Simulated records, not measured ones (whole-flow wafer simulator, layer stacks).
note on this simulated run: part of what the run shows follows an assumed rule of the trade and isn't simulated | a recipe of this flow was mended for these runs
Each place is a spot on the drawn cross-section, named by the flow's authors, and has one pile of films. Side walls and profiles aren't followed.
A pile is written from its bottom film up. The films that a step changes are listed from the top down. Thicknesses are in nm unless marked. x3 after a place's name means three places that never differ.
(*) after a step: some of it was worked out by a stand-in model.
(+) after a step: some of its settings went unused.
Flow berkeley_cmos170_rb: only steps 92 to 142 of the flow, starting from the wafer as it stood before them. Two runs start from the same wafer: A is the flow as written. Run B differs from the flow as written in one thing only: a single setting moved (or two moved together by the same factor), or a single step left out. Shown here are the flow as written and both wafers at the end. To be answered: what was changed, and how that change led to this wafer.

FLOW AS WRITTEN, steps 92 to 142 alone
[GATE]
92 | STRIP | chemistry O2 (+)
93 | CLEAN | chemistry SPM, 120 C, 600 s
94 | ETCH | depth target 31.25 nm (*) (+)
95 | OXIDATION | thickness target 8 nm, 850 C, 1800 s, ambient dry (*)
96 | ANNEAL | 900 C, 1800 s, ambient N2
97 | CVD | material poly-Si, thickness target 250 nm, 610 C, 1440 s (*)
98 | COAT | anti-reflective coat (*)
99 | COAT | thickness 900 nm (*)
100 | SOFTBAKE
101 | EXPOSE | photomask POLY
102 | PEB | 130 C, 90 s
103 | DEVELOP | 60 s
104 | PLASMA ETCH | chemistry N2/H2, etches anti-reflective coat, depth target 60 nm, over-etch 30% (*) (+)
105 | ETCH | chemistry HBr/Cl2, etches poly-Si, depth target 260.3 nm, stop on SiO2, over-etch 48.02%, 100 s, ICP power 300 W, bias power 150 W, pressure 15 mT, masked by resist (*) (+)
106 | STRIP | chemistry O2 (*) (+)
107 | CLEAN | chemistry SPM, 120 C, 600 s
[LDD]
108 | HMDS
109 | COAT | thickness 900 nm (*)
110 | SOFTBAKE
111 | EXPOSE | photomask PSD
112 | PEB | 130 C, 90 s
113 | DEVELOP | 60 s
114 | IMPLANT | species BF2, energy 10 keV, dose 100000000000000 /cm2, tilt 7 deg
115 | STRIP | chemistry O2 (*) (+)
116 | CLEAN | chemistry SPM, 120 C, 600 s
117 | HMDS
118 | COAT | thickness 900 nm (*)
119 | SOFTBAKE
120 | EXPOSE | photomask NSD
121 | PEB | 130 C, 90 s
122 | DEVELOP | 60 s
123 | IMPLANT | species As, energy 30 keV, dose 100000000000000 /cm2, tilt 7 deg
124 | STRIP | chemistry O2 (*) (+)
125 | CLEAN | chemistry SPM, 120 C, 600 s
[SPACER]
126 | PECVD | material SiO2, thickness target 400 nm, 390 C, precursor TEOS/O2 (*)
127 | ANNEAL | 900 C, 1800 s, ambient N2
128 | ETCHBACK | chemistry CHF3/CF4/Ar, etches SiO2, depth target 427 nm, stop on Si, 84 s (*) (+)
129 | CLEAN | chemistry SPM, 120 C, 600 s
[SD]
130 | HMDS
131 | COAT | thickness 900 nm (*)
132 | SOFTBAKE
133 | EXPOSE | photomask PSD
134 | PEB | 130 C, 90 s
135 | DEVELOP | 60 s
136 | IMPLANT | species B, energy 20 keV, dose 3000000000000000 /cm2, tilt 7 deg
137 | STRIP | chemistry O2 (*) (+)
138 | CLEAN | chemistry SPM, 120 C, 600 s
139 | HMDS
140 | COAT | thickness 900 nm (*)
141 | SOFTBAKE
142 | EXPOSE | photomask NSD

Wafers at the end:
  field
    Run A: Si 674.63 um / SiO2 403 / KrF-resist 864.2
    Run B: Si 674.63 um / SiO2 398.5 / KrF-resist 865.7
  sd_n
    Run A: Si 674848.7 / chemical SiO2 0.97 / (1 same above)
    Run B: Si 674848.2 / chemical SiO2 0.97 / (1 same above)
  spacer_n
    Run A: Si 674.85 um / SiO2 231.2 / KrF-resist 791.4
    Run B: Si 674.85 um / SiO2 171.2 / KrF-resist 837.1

The reason: step 97, CVD: thickness target 190 nm was run, while the flow as written has thickness target 250 nm; step 97, CVD: 1094 s was run, where the flow has 1440 s.

The path from the change to this, step by step:
  97 | CVD | material poly-Si, thickness target 250 nm, 610 C, 1440 s (*)
      field, sd_n, spacer_n and 6 more: A +250 poly-Si (new film) | B +190 poly-Si (new film)
  98 | COAT | anti-reflective coat (*)
      sd_n: A +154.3 anti-reflective coat (new film) | B +146 anti-reflective coat (new film)
      contact: A +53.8 anti-reflective coat (new film) | B +49.8 anti-reflective coat (new film)
  104 | PLASMA ETCH | chemistry N2/H2, etches anti-reflective coat, depth target 60 nm, over-etch 30% (*) (+)
      gate, gate_p: A -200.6 KrF-resist | B -189.8 KrF-resist
      sd_n: A -154.3 anti-reflective coat (all of it), -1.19 poly-Si | B -146 anti-reflective coat (all of it), -1.12 poly-Si
      (as well as at 1 more place)
  105 | ETCH | chemistry HBr/Cl2, etches poly-Si, depth target 260.3 nm, stop on SiO2, over-etch 48.02%, 100 s, ICP power 300 W, bias power 150 W, pressure 15 mT, masked by resist (*) (+)
      spacer_n, spacer_p: A -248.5 poly-Si (all of it), -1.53 SiO2 | B -188.8 poly-Si (all of it), -6.12 SiO2
      field: A -245 poly-Si (all of it), -1.8 SiO2 | B -185.3 poly-Si (all of it), -6.39 SiO2
      (as well as at 4 more places)
  109 | COAT | thickness 900 nm (*)
      gate: A +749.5 KrF-resist (new film) | B +797.4 KrF-resist (new film)
      gate_p: A +745.7 KrF-resist (new film) | B +793.6 KrF-resist (new film)
  113 | DEVELOP | 60 s
      gate_p: A -744.1 KrF-resist (all of it) | B -791.9 KrF-resist (all of it)
  115 | STRIP | chemistry O2 (*) (+)
      gate: A -733 KrF-resist (all of it), +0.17 chemical SiO2 | B -780.7 KrF-resist (all of it), +0.17 chemical SiO2
  118 | COAT | thickness 900 nm (*)
      gate: A +748.7 KrF-resist (new film) | B +797.3 KrF-resist (new film)
      gate_p: A +744.7 KrF-resist (new film) | B +793.4 KrF-resist (new film)
  122 | DEVELOP | 60 s
      gate: A -747.1 KrF-resist (all of it) | B -795.6 KrF-resist (all of it)
  124 | STRIP | chemistry O2 (*) (+)
      gate_p: A -728.2 KrF-resist (all of it), +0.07 chemical SiO2 | B -776.8 KrF-resist (all of it), +0.07 chemical SiO2
  128 | ETCHBACK | chemistry CHF3/CF4/Ar, etches SiO2, depth target 427 nm, stop on Si, 84 s (*) (+)
      spacer_n: A -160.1 SiO2 | B -214.7 SiO2
      spacer_p: A -160.1 SiO2 | B -215.7 SiO2
  131 | COAT | thickness 900 nm (*)
      spacer_n: A +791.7 KrF-resist (new film) | B +837.1 KrF-resist (new film)
      gate: A +770.7 KrF-resist (new film) | B +815 KrF-resist (new film)
      (as well as at 2 more places)
  135 | DEVELOP | 60 s
      spacer_p: A -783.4 KrF-resist (all of it) | B -826.6 KrF-resist (all of it)
      gate_p: A -762.3 KrF-resist (all of it) | B -804.5 KrF-resist (all of it)
  137 | STRIP | chemistry O2 (*) (+)
      spacer_n: A -775.1 KrF-resist (all of it) | B -820.3 KrF-resist (all of it)
      gate: A -754.1 KrF-resist (all of it), +0.17 chemical SiO2, -0.08 poly-Si | B -798.3 KrF-resist (all of it), +0.17 chemical SiO2, -0.08 poly-Si
  140 | COAT | thickness 900 nm (*)
      spacer_n: A +791.4 KrF-resist (new film) | B +837.1 KrF-resist (new film)
      gate: A +770.4 KrF-resist (new film) | B +814.9 KrF-resist (new film)
      (as well as at 2 more places)
